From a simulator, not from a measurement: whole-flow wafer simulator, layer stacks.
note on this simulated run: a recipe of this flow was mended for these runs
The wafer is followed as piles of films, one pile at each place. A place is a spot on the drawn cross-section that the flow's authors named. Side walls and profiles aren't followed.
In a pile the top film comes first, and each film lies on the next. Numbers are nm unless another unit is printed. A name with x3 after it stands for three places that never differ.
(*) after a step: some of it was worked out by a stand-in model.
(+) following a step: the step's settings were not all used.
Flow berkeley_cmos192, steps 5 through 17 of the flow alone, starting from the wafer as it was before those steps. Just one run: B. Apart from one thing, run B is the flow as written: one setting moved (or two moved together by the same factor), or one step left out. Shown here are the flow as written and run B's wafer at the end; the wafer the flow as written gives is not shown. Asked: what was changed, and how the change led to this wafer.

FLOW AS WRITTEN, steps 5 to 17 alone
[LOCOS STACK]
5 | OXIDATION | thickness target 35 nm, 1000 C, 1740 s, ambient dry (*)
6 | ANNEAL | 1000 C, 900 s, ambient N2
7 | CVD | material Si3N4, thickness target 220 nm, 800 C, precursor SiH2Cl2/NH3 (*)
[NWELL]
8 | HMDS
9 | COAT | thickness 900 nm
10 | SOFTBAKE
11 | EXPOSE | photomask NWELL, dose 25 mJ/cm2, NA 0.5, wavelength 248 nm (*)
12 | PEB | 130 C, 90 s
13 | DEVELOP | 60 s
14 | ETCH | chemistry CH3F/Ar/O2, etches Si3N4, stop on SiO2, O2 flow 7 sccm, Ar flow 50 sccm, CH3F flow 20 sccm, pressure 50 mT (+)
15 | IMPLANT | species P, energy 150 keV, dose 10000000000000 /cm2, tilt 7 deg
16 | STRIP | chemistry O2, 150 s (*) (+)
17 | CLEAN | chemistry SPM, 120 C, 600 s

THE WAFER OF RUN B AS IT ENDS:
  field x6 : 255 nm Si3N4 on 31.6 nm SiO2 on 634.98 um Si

The reason: step 7, CVD: thickness target 255 nm was run, though the flow has thickness target 220 nm.
The wafer itself shows it: field x6 has Si3N4 255, and step 7 as written asks for 220 nm.

Step by step, how the change led to this:
  7 | CVD | material Si3N4, thickness target 220 nm, 800 C, precursor SiH2Cl2/NH3 (*)
      field x6, sd_p x3: +255 Si3N4 (new film) (in the flow as written it would be: +220 Si3N4 (new film))
  14 | ETCH | chemistry CH3F/Ar/O2, etches Si3N4, stop on SiO2, O2 flow 7 sccm, Ar flow 50 sccm, CH3F flow 20 sccm, pressure 50 mT (+)
      field x6: -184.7 KrF-resist (in the flow as written it would be: -161.3 KrF-resist)
      sd_p x3: -255 Si3N4 (all of it), -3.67 SiO2 (in the flow as written it would be: -220 Si3N4 (all of it), -3.67 SiO2)
  16 | STRIP | chemistry O2, 150 s (*) (+)
      field x6: -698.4 KrF-resist (all of it) (in the flow as written it would be: -721.7 KrF-resist (all of it))
